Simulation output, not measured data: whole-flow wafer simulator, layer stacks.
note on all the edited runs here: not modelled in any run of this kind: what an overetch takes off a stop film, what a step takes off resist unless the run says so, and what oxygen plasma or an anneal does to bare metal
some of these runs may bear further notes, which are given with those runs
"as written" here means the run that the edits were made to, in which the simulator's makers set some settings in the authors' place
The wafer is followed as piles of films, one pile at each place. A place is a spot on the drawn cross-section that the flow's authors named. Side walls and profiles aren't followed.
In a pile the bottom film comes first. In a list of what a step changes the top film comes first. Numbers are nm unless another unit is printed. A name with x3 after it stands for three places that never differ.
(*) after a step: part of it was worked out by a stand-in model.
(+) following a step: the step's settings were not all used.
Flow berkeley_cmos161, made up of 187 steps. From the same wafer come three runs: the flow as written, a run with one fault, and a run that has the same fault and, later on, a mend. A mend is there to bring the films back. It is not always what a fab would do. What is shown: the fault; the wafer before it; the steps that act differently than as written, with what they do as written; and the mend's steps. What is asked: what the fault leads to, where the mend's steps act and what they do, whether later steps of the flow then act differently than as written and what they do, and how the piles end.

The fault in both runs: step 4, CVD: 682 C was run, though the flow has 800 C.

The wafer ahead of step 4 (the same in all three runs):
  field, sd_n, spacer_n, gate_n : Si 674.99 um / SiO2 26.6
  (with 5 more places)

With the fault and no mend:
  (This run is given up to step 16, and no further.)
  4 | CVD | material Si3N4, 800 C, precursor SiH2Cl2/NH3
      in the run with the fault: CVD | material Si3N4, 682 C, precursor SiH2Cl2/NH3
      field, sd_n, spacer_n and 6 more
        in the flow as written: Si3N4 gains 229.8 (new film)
        in the run with the fault: Si3N4 gains 31.3 (new film)
  Steps further on in the flow that do not act as written (not shown: 1 more step that differs only slightly, by at most 2% or 0.5 nm, whichever is larger):
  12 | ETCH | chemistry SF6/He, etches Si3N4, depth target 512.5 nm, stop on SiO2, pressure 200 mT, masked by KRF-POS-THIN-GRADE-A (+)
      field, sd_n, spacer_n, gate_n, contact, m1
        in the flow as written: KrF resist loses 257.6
        in the run with the fault: KrF resist loses 41.8
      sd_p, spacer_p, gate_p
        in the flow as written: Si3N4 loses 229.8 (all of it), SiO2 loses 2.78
        in the run with the fault: Si3N4 loses 31.3 (all of it), SiO2 loses 2.78
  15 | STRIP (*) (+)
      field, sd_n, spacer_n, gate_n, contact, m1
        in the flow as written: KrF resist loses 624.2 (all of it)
        in the run with the fault: KrF resist loses 839.8 (all of it)
  The piles after step 16 differ from the flow's at field, sd_n, spacer_n, gate_n, contact, m1 by more than 2% or 0.5 nm, whichever is larger.
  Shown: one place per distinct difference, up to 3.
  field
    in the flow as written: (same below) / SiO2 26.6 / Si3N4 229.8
    in the run with the fault: (same below) / SiO2 26.6 / Si3N4 31.3

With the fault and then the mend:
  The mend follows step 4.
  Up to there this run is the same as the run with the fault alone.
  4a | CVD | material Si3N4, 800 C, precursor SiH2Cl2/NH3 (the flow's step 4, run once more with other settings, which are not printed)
      field, sd_n, spacer_n and 6 more
        Si3N4 gains 198.5
  Every later step of the flow that is run acts as written, at every place that is followed, to within 2% or 0.5 nm, whichever is larger.
  At every place that both follow, the piles at the end match the flow's.
